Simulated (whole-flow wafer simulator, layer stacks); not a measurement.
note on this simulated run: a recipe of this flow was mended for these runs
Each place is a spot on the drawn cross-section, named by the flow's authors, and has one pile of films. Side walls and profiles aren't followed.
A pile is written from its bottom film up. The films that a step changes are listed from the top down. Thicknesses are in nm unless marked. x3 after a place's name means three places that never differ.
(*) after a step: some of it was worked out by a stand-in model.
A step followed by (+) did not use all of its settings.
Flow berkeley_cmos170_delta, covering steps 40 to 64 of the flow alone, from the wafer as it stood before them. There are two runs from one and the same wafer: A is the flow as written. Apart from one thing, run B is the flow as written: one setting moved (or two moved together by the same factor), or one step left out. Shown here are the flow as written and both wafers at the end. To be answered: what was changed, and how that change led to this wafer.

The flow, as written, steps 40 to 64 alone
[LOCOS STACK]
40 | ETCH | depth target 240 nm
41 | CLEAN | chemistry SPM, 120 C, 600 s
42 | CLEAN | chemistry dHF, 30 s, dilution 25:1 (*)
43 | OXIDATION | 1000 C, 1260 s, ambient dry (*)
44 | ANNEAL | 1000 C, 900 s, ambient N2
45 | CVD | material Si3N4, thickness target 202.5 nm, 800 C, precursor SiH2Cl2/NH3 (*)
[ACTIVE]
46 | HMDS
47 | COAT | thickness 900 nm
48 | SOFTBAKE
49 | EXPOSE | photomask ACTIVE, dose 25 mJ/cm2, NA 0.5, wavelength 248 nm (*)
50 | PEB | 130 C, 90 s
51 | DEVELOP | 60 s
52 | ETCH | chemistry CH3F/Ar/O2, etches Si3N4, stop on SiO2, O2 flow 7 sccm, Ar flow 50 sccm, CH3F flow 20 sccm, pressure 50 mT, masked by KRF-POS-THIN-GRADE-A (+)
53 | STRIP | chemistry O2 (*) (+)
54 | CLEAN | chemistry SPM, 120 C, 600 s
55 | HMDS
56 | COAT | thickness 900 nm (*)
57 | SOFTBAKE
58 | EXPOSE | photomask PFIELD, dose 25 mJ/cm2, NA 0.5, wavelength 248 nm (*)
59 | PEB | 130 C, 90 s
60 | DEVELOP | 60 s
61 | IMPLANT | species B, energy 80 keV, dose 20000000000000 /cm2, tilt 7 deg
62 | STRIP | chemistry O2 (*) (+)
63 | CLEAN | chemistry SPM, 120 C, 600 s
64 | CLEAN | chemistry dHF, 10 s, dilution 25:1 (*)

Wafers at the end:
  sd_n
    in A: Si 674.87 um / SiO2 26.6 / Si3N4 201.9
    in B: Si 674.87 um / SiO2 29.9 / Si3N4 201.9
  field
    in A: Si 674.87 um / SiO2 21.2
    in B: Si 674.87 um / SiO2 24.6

Cause: step 43, OXIDATION: 1575 s was run, while the flow as written has 1260 s.

The path from the change to this, step by step:
  43 | OXIDATION | 1000 C, 1260 s, ambient dry (*)
      field, sd_n, spacer_n and 6 more: A SiO2 gains 26.6 (new film), Si loses 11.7 | B SiO2 gains 29.9 (new film), Si loses 13.2
